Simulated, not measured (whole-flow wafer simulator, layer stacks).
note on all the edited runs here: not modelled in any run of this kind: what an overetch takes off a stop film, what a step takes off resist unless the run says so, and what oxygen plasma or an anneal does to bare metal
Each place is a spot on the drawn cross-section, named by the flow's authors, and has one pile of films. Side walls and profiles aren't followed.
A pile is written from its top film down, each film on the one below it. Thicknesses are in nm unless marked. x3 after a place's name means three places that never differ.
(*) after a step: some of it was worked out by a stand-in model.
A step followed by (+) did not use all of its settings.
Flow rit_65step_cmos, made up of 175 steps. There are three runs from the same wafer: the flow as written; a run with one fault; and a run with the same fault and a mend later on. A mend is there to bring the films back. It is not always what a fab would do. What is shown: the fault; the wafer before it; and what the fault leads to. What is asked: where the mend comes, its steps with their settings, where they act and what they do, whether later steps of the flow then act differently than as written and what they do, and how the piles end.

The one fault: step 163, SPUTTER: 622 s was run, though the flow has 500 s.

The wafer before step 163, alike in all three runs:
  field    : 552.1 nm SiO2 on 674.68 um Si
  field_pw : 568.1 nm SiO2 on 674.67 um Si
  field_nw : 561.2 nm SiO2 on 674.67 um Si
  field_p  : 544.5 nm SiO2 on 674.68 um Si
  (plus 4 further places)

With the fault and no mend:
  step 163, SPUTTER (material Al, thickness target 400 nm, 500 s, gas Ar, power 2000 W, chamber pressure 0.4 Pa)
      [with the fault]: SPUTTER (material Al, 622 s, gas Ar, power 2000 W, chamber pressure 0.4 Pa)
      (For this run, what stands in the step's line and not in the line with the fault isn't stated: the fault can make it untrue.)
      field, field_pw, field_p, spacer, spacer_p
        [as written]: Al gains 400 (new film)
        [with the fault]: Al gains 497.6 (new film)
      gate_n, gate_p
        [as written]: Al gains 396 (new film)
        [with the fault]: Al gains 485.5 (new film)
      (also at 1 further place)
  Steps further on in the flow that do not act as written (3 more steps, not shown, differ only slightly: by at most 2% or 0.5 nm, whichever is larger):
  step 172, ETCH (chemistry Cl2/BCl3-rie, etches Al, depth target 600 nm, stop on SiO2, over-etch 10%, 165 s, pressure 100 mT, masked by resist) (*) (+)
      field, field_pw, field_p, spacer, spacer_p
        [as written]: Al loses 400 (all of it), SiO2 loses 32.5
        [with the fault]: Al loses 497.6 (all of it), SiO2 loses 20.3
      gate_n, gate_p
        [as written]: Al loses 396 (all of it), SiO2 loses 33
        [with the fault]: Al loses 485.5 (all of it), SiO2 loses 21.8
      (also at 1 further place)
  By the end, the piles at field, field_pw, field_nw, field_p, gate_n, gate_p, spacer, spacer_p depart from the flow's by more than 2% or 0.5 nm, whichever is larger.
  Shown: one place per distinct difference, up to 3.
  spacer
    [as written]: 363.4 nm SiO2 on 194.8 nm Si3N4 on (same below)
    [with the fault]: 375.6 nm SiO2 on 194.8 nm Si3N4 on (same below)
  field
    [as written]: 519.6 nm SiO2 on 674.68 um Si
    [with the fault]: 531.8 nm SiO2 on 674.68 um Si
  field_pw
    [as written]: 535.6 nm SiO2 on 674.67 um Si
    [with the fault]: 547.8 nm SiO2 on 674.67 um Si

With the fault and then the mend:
  After step 164 comes the mend.
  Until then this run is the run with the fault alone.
  step 164a, ETCH (chemistry al pan, depth target 570.9 nm)
      field, field_pw, field_nw, field_p, spacer, spacer_p
        Al loses 497.6 (all of it)
      gate_n, gate_p
        Al loses 485.5 (all of it)
  step 164b, SPUTTER (material Al, thickness target 400 nm, 500 s, gas Ar, power 2000 W, chamber pressure 0.4 Pa) (the flow's step 163 again)
      field, field_pw, field_p, spacer, spacer_p
        Al gains 400 (new film)
      gate_n, gate_p
        Al gains 396 (new film)
      field_nw
        Al gains 397.2 (new film)
  None of the later steps of the flow acts differently than as written at any place that is followed.
  The piles end the same as the flow's at every place that both follow.
